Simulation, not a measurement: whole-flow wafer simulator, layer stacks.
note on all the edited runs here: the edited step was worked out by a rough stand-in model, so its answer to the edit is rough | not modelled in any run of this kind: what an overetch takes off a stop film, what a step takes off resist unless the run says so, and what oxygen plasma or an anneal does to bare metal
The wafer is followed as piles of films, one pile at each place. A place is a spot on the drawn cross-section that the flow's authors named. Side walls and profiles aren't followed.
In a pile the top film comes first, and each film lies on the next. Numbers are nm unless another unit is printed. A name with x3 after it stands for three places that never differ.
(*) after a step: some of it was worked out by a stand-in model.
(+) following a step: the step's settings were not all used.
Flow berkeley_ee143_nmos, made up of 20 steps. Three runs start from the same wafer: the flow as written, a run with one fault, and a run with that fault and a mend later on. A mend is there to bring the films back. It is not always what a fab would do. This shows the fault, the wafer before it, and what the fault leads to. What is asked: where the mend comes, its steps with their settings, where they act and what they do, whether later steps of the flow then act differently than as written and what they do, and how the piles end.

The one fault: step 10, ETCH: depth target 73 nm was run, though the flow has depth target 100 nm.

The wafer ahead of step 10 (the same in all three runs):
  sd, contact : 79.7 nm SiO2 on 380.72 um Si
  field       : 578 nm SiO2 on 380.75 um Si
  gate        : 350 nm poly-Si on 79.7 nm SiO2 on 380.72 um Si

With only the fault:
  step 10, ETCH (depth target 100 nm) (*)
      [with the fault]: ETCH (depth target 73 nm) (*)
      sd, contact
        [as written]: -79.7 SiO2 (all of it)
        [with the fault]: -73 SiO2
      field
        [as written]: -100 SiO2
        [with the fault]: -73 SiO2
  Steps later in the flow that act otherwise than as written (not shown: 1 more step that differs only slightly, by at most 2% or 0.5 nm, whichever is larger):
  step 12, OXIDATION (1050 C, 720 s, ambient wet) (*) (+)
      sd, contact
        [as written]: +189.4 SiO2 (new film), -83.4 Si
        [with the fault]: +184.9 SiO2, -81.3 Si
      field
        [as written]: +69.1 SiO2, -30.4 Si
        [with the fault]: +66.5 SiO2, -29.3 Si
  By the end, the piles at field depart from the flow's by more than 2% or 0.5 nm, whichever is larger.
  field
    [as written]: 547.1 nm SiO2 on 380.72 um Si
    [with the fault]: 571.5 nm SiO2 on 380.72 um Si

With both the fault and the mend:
  The mend follows step 10.
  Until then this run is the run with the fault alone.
  step 10a, ETCH (depth target 27 nm) (*) (the flow's step 10, run once more with other settings)
      sd, contact
        -6.69 SiO2 (all of it)
      field
        -27 SiO2
  Every later step of the flow that is run acts as written at every place that is followed.
  By the end, the piles equal the flow's at every place that both follow.
